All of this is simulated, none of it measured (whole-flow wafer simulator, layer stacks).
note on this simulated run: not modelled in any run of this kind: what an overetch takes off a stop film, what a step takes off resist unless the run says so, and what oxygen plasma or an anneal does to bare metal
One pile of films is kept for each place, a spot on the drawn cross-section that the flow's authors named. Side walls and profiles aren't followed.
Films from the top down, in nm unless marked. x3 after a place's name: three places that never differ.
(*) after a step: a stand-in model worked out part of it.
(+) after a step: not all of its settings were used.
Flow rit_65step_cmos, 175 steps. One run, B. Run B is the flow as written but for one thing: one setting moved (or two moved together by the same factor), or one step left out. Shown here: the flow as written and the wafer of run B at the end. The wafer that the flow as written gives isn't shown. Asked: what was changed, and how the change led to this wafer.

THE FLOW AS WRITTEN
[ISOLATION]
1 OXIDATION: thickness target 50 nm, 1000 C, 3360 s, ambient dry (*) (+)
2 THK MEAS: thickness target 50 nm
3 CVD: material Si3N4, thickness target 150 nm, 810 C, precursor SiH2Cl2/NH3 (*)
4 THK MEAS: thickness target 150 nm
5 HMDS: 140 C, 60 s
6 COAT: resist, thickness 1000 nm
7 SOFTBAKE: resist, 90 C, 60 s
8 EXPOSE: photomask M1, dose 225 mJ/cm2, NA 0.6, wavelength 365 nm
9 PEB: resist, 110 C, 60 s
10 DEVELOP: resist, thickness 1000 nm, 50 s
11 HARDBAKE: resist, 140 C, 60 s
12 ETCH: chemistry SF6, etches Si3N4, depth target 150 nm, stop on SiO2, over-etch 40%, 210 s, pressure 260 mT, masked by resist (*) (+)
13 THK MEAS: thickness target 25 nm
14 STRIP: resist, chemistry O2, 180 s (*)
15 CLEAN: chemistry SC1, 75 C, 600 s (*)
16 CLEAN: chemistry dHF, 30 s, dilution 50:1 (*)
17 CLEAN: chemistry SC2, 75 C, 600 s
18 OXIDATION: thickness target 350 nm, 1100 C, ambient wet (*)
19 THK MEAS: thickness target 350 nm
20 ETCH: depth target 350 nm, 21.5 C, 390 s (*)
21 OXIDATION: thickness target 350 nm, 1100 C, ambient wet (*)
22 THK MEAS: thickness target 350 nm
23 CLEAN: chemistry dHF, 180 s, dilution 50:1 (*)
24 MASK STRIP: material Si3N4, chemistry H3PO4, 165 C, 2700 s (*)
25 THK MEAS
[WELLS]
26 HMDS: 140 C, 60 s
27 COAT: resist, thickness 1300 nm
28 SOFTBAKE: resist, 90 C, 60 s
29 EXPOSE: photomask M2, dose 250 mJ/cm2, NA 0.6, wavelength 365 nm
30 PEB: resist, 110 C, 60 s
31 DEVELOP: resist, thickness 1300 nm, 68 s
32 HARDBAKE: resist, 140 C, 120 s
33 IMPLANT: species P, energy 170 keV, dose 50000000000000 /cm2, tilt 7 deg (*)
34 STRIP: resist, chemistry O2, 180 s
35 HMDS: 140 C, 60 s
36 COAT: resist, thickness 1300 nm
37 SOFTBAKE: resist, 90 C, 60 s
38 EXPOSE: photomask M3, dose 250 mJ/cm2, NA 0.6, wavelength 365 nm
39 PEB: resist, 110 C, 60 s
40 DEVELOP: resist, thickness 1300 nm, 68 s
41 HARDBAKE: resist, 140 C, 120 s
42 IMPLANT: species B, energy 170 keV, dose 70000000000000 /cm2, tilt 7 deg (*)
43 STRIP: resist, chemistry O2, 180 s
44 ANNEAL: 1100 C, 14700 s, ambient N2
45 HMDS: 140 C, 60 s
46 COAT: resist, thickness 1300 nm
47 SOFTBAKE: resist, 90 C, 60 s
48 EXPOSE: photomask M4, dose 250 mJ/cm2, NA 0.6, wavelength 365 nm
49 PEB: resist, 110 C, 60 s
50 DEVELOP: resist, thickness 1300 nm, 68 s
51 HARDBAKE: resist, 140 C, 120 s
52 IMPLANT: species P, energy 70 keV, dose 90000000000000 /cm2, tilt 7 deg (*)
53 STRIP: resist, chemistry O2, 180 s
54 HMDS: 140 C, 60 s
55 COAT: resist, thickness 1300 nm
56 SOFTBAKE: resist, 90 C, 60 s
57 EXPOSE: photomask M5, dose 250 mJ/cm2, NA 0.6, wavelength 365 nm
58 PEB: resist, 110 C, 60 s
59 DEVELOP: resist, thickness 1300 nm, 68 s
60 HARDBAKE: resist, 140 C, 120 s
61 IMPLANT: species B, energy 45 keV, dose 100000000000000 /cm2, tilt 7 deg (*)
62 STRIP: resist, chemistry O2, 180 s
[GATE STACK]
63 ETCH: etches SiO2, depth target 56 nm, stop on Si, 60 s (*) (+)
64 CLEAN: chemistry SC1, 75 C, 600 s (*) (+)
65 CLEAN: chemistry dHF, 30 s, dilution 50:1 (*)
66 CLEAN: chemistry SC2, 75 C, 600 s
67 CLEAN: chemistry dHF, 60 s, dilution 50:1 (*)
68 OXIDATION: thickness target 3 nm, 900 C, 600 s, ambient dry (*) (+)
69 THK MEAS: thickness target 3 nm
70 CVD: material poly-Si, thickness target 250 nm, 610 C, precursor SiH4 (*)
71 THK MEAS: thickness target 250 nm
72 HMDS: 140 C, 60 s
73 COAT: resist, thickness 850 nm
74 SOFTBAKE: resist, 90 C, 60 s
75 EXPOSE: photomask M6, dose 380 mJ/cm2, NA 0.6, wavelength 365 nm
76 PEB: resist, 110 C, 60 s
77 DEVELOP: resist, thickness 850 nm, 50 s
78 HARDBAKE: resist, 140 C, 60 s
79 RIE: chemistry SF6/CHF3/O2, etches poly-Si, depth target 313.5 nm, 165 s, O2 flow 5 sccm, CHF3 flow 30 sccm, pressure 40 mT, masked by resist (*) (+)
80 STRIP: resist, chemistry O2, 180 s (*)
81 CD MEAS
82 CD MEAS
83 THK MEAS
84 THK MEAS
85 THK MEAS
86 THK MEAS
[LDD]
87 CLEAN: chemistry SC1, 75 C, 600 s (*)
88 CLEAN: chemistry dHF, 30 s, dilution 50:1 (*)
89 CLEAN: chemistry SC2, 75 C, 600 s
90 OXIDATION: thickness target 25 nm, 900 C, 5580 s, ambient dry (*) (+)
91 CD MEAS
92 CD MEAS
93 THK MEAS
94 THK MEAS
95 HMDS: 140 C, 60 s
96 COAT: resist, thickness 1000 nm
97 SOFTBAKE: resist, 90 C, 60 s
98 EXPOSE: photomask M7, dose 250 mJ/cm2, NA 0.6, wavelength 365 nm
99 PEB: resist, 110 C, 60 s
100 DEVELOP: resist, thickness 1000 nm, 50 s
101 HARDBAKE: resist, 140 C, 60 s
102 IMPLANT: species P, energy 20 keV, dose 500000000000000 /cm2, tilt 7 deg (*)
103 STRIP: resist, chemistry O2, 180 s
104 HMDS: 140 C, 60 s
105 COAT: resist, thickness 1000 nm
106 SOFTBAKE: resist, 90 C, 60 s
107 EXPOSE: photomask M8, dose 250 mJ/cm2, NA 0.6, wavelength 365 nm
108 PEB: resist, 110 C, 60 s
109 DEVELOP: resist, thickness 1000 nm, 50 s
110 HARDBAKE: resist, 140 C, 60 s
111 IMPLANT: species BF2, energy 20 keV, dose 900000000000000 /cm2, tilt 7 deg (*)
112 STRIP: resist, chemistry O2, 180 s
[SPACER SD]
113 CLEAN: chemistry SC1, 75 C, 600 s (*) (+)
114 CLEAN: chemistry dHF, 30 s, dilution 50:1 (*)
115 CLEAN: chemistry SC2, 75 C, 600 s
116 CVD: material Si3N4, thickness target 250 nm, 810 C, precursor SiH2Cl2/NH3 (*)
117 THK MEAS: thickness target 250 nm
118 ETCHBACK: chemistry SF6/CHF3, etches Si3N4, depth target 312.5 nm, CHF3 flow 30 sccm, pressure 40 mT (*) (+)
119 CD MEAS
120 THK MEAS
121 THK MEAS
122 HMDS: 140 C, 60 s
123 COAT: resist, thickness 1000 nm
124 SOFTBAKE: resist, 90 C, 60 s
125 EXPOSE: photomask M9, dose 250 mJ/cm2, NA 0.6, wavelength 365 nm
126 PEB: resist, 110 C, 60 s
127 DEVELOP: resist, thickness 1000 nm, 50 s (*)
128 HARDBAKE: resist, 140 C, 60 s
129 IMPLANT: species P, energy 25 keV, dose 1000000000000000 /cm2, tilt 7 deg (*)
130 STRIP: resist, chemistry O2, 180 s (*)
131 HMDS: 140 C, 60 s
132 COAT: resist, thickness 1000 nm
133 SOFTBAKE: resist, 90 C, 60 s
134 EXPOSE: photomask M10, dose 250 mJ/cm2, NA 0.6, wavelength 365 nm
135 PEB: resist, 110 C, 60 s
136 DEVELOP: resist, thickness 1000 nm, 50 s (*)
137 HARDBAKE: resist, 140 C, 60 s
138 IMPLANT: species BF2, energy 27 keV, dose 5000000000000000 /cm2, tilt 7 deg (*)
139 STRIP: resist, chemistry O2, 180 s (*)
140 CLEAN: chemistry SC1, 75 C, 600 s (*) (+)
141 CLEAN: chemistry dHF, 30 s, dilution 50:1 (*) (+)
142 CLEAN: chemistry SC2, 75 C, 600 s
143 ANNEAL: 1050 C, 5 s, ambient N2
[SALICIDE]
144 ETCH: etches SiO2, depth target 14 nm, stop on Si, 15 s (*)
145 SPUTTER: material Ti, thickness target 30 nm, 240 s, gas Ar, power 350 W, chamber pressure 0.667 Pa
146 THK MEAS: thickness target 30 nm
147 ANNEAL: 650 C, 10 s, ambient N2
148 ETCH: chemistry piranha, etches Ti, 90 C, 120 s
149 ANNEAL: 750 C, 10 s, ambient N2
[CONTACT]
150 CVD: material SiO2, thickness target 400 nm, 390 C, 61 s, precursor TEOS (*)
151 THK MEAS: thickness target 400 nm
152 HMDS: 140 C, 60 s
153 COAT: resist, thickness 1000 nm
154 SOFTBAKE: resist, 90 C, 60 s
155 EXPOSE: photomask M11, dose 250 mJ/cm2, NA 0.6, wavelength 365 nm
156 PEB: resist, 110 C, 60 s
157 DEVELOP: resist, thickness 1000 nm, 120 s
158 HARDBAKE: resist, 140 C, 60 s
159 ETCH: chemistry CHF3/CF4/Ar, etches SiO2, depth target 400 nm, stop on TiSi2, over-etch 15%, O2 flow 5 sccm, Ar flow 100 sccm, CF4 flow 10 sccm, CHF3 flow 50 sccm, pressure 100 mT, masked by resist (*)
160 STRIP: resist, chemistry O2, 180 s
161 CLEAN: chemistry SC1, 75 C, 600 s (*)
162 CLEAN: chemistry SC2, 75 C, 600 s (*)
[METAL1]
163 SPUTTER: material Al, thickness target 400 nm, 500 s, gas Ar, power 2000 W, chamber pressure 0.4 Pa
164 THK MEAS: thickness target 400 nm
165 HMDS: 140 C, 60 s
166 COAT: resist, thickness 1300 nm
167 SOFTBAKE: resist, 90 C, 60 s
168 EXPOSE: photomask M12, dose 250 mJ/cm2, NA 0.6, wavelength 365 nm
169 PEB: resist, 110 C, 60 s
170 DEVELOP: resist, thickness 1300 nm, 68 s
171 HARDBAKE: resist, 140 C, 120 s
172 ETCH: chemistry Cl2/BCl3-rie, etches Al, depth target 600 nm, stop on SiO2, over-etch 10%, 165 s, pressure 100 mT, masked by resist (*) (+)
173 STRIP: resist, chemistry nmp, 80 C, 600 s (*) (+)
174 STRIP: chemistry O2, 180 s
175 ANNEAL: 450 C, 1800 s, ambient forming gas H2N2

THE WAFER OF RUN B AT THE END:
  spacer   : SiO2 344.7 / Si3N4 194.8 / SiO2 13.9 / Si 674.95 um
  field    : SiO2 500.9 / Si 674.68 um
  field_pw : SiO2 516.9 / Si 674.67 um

The cause: step 163, SPUTTER: power 1252 W was run, where the flow has power 2000 W.

How the change led to this, step by step:
  163 SPUTTER: material Al, thickness target 400 nm, 500 s, gas Ar, power 2000 W, chamber pressure 0.4 Pa
      field, field_p, spacer, spacer_p: Al +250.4 (new film) (as written it would be: Al +400 (new film))
      gate_n, gate_p: Al +250.4 (new film) (as written it would be: Al +396 (new film))
      (and at 2 more places)
  172 ETCH: chemistry Cl2/BCl3-rie, etches Al, depth target 600 nm, stop on SiO2, over-etch 10%, 165 s, pressure 100 mT, masked by resist (*) (+)
      field, field_p, spacer, spacer_p: Al -250.4 (all of it), SiO2 -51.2 (as written it would be: Al -400 (all of it), SiO2 -32.5)
      gate_n, gate_p: Al -250.4 (all of it), SiO2 -51.2 (as written it would be: Al -396 (all of it), SiO2 -33)
      (and at 2 more places)
